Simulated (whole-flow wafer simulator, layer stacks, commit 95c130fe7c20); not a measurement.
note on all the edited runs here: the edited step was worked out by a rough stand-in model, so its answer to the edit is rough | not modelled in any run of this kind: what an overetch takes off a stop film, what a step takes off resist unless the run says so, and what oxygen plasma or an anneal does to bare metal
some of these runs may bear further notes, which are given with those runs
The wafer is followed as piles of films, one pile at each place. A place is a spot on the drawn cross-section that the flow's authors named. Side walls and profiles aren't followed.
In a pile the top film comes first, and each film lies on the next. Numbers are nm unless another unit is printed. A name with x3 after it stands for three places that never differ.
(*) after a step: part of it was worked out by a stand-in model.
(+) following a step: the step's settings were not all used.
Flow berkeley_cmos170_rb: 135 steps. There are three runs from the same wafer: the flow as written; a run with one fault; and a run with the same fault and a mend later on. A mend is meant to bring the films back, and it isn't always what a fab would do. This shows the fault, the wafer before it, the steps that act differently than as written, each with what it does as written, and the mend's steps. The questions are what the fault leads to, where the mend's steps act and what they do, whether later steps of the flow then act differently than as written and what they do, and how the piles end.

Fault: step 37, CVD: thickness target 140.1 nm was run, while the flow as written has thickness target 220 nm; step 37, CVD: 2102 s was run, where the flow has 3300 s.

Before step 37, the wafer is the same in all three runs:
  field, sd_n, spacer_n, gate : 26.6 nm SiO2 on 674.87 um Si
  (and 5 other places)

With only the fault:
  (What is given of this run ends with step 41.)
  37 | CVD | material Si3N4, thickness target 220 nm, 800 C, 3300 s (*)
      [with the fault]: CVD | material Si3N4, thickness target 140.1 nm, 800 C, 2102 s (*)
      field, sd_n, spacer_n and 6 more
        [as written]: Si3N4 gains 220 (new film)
        [with the fault]: Si3N4 gains 140.1 (new film)
  None of the later steps of the flow up to step 41 acts differently than as written at any place that is followed.
  The piles after step 41 differ from the flow's at field, sd_n, spacer_n and 6 more by more than 2% or 0.5 nm, whichever is larger.
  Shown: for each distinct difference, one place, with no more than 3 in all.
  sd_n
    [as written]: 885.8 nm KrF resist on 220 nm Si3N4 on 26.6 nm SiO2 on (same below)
    [with the fault]: 885.8 nm KrF resist on 140.1 nm Si3N4 on 26.6 nm SiO2 on (same below)
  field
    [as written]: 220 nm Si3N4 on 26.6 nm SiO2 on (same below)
    [with the fault]: 140.1 nm Si3N4 on 26.6 nm SiO2 on (same below)

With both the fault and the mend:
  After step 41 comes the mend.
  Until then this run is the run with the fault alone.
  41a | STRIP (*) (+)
      sd_n, spacer_n, gate, sd_p, spacer_p, gate_p, contact, m1
        KrF resist loses 885.8 (all of it)
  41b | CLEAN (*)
      leaves every film unchanged at each place that is followed
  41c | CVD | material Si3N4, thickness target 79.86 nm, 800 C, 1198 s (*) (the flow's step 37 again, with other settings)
      field, sd_n, spacer_n and 6 more
        Si3N4 gains 79.9
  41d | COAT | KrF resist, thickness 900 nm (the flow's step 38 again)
      field, sd_n, spacer_n and 6 more
        KrF resist gains 900 (new film)
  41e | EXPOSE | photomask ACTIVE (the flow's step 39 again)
      leaves every film unchanged at each place that is followed
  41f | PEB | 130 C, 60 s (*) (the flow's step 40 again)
      leaves every film unchanged at each place that is followed
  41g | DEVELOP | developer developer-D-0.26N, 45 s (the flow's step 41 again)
      sd_n, spacer_n, gate, sd_p, spacer_p, gate_p, contact, m1
        KrF resist loses 14.2
      field
        KrF resist loses 900 (all of it)
  None of the later steps of the flow differs from how it acts as written, at any place that is followed, by more than 2% or 0.5 nm, whichever is larger.
  At every place that both follow, the piles at the end match the flow's.
